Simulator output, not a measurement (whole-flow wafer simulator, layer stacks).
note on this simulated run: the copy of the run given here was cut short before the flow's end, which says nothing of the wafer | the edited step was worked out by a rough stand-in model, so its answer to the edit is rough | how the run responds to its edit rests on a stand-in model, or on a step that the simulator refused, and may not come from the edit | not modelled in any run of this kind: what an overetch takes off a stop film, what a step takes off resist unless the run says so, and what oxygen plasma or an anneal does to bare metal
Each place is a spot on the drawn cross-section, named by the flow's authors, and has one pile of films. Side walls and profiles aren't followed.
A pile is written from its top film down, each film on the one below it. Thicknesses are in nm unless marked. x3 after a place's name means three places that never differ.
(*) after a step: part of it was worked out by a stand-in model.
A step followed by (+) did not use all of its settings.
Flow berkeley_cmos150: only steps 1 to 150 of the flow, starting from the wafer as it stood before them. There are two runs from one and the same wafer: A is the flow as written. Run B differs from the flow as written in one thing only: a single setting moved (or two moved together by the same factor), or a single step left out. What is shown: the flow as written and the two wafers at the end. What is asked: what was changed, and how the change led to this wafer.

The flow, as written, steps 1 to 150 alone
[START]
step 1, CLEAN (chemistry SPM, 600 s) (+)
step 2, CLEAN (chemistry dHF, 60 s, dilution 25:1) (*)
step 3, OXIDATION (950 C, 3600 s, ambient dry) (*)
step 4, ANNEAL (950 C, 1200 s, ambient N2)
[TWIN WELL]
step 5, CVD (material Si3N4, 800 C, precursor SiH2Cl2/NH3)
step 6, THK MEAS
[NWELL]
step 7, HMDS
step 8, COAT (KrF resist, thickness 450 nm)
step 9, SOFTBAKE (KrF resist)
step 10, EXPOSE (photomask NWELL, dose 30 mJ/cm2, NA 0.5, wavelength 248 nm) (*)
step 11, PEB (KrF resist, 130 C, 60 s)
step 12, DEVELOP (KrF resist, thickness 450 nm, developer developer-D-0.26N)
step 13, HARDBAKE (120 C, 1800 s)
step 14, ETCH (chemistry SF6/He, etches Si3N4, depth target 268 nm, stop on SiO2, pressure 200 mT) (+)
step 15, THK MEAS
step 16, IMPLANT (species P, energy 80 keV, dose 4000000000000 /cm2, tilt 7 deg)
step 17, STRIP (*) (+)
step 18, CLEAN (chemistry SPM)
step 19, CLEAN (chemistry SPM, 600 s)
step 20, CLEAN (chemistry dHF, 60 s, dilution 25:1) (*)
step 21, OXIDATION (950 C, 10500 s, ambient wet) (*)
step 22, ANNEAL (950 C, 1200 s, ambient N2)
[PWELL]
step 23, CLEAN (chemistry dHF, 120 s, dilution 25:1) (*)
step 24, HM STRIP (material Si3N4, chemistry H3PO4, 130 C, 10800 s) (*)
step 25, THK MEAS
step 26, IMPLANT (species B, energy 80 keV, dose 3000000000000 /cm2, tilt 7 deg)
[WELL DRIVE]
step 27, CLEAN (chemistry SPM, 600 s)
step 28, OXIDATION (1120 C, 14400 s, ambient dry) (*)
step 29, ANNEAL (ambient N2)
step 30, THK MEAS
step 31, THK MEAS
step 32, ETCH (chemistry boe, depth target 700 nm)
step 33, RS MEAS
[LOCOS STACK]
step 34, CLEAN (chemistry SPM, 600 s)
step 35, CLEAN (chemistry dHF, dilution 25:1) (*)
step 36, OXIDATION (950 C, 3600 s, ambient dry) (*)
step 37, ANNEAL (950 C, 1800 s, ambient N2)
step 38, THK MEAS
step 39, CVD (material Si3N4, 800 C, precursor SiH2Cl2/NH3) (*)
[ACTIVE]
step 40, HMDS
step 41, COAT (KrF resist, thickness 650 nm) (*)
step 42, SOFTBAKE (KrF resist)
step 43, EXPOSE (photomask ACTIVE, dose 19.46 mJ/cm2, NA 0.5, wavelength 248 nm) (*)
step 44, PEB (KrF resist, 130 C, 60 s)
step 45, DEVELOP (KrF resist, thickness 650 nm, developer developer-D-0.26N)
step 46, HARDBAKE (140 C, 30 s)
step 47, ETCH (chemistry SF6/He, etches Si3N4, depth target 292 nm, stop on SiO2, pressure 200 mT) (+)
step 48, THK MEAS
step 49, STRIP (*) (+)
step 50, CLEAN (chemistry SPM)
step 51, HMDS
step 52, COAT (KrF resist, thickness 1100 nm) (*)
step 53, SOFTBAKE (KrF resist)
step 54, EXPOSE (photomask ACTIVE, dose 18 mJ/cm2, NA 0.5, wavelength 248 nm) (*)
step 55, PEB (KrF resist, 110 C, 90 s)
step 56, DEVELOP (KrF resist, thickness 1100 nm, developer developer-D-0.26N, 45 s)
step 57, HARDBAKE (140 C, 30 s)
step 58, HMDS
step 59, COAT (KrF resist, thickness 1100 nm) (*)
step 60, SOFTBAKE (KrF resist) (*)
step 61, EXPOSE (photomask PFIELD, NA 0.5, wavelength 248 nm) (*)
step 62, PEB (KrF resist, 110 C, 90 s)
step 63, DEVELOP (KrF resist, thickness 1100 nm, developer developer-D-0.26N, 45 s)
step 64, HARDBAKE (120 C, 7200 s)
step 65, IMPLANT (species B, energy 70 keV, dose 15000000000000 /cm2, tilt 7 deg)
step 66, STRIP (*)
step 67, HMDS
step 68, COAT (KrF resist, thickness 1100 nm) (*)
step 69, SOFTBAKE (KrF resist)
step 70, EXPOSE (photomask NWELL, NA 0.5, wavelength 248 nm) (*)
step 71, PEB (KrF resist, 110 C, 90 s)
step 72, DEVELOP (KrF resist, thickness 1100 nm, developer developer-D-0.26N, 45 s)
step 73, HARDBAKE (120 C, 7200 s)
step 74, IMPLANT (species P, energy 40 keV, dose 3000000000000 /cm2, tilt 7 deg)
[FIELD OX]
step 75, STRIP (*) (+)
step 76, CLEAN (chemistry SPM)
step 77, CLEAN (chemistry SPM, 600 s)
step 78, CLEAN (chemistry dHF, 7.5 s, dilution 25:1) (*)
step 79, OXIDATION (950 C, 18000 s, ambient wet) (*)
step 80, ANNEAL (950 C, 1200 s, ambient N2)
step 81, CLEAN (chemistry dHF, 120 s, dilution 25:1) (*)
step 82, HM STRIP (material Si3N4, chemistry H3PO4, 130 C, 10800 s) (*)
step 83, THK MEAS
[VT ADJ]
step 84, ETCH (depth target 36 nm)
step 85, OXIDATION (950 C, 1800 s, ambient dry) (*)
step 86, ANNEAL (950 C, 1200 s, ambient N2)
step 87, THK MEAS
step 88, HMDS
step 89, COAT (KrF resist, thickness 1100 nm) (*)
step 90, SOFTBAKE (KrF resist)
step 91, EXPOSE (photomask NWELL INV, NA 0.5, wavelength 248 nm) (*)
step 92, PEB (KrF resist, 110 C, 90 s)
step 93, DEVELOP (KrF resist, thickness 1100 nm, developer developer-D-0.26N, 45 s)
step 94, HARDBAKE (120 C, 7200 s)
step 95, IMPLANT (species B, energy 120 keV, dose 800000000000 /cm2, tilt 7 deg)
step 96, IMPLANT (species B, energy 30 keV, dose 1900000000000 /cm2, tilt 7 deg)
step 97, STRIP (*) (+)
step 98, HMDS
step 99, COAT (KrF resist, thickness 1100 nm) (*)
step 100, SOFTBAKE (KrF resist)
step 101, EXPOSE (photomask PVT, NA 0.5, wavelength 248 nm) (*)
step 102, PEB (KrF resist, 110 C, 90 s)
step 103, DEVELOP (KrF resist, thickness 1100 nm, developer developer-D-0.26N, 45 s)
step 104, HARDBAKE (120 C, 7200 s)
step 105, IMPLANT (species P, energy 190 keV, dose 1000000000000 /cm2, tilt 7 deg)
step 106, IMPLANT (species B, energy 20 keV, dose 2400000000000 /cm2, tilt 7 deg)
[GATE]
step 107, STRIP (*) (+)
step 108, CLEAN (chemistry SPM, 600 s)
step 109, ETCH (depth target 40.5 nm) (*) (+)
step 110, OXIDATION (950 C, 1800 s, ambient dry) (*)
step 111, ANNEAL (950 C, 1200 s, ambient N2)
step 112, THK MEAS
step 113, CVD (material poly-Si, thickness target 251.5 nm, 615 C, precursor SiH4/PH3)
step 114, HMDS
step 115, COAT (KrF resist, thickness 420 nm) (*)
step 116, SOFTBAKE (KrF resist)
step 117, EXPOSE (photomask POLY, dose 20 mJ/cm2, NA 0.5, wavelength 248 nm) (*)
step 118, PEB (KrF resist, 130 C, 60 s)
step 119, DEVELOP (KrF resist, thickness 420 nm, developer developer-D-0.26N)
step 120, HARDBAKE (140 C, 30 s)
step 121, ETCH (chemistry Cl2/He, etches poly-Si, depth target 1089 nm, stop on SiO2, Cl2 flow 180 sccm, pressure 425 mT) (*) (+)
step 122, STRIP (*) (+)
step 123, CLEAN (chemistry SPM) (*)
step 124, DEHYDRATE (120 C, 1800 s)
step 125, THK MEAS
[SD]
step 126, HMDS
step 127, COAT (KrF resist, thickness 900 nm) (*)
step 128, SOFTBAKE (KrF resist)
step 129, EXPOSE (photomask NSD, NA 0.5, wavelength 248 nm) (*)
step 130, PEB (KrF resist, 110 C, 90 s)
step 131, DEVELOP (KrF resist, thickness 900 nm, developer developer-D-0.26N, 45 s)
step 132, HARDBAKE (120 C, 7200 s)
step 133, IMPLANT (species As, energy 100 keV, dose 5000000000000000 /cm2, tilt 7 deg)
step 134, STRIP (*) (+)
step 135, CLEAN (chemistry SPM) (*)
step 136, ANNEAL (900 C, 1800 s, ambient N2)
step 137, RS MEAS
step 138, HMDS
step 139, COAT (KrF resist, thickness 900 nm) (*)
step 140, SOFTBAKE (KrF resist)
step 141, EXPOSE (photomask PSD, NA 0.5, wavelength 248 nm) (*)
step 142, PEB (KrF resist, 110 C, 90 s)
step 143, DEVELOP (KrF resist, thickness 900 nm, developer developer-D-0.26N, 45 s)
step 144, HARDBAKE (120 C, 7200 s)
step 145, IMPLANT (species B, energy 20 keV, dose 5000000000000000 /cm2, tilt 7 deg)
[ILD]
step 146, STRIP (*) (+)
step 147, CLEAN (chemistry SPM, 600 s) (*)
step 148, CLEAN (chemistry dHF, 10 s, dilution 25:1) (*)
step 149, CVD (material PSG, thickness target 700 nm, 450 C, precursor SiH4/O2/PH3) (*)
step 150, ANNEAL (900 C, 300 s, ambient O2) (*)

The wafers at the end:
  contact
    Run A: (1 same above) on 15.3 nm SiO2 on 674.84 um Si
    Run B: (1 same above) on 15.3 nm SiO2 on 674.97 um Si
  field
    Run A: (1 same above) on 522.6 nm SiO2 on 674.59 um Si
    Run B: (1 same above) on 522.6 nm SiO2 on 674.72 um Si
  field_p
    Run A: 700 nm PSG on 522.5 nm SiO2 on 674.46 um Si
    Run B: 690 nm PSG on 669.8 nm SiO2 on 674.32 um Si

What caused this: step 21, OXIDATION: 1092 C was run, whereas the flow has 950 C.

Step by step, how the change led to this:
  step 21, OXIDATION (950 C, 10500 s, ambient wet) (*)
      field, sd_n, gate_n, contact, m1: A +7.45 SiO2 (new film), -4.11 Si3N4 | B +43.5 SiO2 (new film), -24 Si3N4
      field_p, sd_p, gate_p: A +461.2 SiO2, -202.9 Si | B +1002.5 SiO2, -441.1 Si
  step 23, CLEAN (chemistry dHF, 120 s, dilution 25:1) (*)
      field, sd_n, gate_n, contact, m1: A -7.45 SiO2 (all of it), -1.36 Si3N4 | B -23 SiO2
  step 24, HM STRIP (material Si3N4, chemistry H3PO4, 130 C, 10800 s) (*)
      field, sd_n, gate_n, contact, m1: A -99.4 Si3N4 (all of it), -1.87 SiO2 | B -2.72 SiO2
  step 28, OXIDATION (1120 C, 14400 s, ambient dry) (*)
      field, sd_n, gate_n, contact, m1: A +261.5 SiO2, -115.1 Si | B nothing
      field_p, sd_p, gate_p: A +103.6 SiO2, -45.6 Si | B +54.5 SiO2, -24 Si
  step 32, ETCH (chemistry boe, depth target 700 nm)
      field_p, sd_p, gate_p: A -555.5 SiO2 (all of it) | B -700 SiO2
      field, sd_n, gate_n, contact, m1: A -291.1 SiO2 (all of it) | B -17.8 SiO2 (all of it)
  step 34, CLEAN (chemistry SPM, 600 s)
      field, field_p, sd_n, gate_n, sd_p, gate_p, contact, m1: A +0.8 chemical SiO2 (new film), -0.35 Si | B nothing
  step 35, CLEAN (chemistry dHF, dilution 25:1) (*)
      field, field_p, sd_n, gate_n, sd_p, gate_p, contact, m1: A -0.8 chemical SiO2 (all of it) | B nothing
  step 36, OXIDATION (950 C, 3600 s, ambient dry) (*)
      field, sd_n, gate_n, contact, m1: A +31.5 SiO2 (new film), -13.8 Si | B nothing
      field_p, sd_p, gate_p: A +31.5 SiO2 (new film), -13.8 Si | B +6.77 SiO2, -2.98 Si
  step 39, CVD (material Si3N4, 800 C, precursor SiH2Cl2/NH3) (*)
      field, sd_n, gate_n, contact, m1: A +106 Si3N4 (new film) | B +106 Si3N4
  step 41, COAT (KrF resist, thickness 650 nm) (*)
      field: A +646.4 KrF resist (new film) | B +595.4 KrF resist (new film)
      field_p: A +715.2 KrF resist (new film) | B +760.4 KrF resist (new film)
      (also at 2 further places)
  step 45, DEVELOP (KrF resist, thickness 650 nm, developer developer-D-0.26N)
      field: A -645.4 KrF resist (all of it) | B -594.5 KrF resist (all of it)
      field_p: A -714.1 KrF resist (all of it) | B -759.3 KrF resist (all of it)
  step 46, HARDBAKE (140 C, 30 s)
      sd_p: A -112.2 KrF resist | B -116.9 KrF resist
      gate_p: A -111.5 KrF resist | B -115.7 KrF resist
  step 47, ETCH (chemistry SF6/He, etches Si3N4, depth target 292 nm, stop on SiO2, pressure 200 mT) (+)
      sd_n, gate_n, sd_p, gate_p, contact, m1: A -124 KrF resist | B -211.9 KrF resist
      field: A -106 Si3N4 (all of it), -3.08 SiO2 | B -186.9 Si3N4 (all of it), -3.08 SiO2
      (also at 1 further place)
  step 49, STRIP (*) (+)
      sd_n: A -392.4 KrF resist (all of it) | B -295.9 KrF resist (all of it)
      gate_n: A -400.6 KrF resist (all of it) | B -309.1 KrF resist (all of it)
      (also at 4 further places)
  step 52, COAT (KrF resist, thickness 1100 nm) (*)
      field_p: A +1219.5 KrF resist (new film) | B +1262.4 KrF resist (new film)
      sd_n: A +1019.1 KrF resist (new film) | B +964.2 KrF resist (new film)
      (also at 3 further places)
  step 56, DEVELOP (KrF resist, thickness 1100 nm, developer developer-D-0.26N, 45 s)
      field_p: A -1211 KrF resist (all of it) | B -1253.7 KrF resist (all of it)
  ... 34 further steps ...
  step 149, CVD (material PSG, thickness target 700 nm, 450 C, precursor SiH4/O2/PH3) (*)
      sd_p: A +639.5 PSG (new film) | B +658.8 PSG (new film)
